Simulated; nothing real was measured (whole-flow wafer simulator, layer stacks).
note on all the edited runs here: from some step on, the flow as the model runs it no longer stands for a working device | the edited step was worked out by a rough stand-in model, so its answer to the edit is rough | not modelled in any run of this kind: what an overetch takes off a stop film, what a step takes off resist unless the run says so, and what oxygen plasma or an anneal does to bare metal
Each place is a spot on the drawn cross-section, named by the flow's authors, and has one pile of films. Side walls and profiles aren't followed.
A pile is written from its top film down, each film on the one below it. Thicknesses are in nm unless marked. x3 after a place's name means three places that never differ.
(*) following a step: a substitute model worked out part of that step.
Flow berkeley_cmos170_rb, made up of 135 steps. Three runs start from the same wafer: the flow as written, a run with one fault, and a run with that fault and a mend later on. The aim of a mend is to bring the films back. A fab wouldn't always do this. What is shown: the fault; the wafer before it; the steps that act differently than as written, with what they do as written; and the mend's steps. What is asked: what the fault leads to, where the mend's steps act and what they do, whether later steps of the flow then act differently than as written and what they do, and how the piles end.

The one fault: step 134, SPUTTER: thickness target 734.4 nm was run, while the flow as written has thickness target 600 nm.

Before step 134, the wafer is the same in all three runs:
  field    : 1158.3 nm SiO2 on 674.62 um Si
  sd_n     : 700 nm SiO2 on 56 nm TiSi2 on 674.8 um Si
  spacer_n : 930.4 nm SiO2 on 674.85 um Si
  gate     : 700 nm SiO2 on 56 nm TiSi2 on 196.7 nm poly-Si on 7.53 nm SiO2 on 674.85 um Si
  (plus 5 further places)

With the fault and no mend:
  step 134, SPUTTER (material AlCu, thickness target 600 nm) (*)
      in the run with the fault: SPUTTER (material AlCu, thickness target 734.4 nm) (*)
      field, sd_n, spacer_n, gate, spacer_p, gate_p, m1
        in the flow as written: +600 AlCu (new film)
        in the run with the fault: +734.4 AlCu (new film)
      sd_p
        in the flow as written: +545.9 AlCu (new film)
        in the run with the fault: +674.8 AlCu (new film)
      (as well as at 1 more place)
  Later steps of the flow that are run all act as written at every place that is followed.
  The piles end different from the flow's at field, sd_n, spacer_n and 6 more by more than 2% or 0.5 nm, whichever is larger.
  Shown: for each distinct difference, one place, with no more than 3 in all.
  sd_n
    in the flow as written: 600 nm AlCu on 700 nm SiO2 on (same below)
    in the run with the fault: 734.4 nm AlCu on 700 nm SiO2 on (same below)
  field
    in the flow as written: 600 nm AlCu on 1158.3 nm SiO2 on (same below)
    in the run with the fault: 734.4 nm AlCu on 1158.3 nm SiO2 on (same below)
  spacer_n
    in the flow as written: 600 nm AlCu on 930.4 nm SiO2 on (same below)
    in the run with the fault: 734.4 nm AlCu on 930.4 nm SiO2 on (same below)

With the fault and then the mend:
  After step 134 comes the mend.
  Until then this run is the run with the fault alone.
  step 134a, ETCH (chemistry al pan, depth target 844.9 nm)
      field, sd_n, spacer_n, gate, spacer_p, gate_p, m1
        -734.4 AlCu (all of it)
      sd_p
        -674.8 AlCu (all of it)
      contact
        -502.7 AlCu (all of it)
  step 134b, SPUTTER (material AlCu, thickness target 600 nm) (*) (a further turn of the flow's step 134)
      field, sd_n, spacer_n, gate, spacer_p, gate_p, m1
        +600 AlCu (new film)
      sd_p
        +545.9 AlCu (new film)
      contact
        +415.1 AlCu (new film)
  Later steps of the flow that are run all act as written at every place that is followed.
  By the end, the piles equal the flow's at every place that both follow.
